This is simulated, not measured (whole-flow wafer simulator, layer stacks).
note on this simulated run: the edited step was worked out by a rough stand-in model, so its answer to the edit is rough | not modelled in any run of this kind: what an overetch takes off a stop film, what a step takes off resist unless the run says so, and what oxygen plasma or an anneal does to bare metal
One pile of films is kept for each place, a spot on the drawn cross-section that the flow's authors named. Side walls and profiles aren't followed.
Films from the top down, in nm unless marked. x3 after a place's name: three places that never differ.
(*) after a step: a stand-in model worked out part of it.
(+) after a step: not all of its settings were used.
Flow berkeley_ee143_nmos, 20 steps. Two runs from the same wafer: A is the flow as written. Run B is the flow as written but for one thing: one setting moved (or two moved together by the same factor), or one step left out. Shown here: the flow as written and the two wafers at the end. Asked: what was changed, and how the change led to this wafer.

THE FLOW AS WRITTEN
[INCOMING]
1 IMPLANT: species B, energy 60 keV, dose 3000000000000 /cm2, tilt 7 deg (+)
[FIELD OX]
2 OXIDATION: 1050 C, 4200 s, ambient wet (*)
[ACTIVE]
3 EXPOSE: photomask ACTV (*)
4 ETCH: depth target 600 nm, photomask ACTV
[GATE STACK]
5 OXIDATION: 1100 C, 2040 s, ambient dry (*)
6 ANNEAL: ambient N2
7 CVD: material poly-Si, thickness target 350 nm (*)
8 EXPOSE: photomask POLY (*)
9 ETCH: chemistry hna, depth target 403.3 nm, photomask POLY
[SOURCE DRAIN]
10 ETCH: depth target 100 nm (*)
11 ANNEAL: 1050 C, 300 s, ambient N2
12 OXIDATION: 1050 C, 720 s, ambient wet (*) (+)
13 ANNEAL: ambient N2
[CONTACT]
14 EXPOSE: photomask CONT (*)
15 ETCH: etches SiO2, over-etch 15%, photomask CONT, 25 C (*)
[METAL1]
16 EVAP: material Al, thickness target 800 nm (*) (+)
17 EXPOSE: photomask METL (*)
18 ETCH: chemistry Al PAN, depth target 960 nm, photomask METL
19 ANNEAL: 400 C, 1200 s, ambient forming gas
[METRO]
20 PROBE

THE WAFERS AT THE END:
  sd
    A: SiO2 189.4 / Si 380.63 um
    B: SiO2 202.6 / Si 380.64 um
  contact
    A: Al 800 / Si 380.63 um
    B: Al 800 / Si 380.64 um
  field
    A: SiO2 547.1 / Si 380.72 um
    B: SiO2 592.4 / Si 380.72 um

The cause: step 10, ETCH: depth target 50 nm was run, where the flow has depth target 100 nm.

How the change led to this, step by step:
  10 ETCH: depth target 100 nm (*)
      sd, contact: A SiO2 -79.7 (all of it) | B SiO2 -50
      field: A SiO2 -100 | B SiO2 -50
  12 OXIDATION: 1050 C, 720 s, ambient wet (*) (+)
      sd, contact: A SiO2 +189.4 (new film), Si -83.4 | B SiO2 +172.9, Si -76.1
      field: A SiO2 +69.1, Si -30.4 | B SiO2 +64.5, Si -28.4
  15 ETCH: etches SiO2, over-etch 15%, photomask CONT, 25 C (*)
      contact: A SiO2 -189.4 (all of it) | B SiO2 -202.6 (all of it)
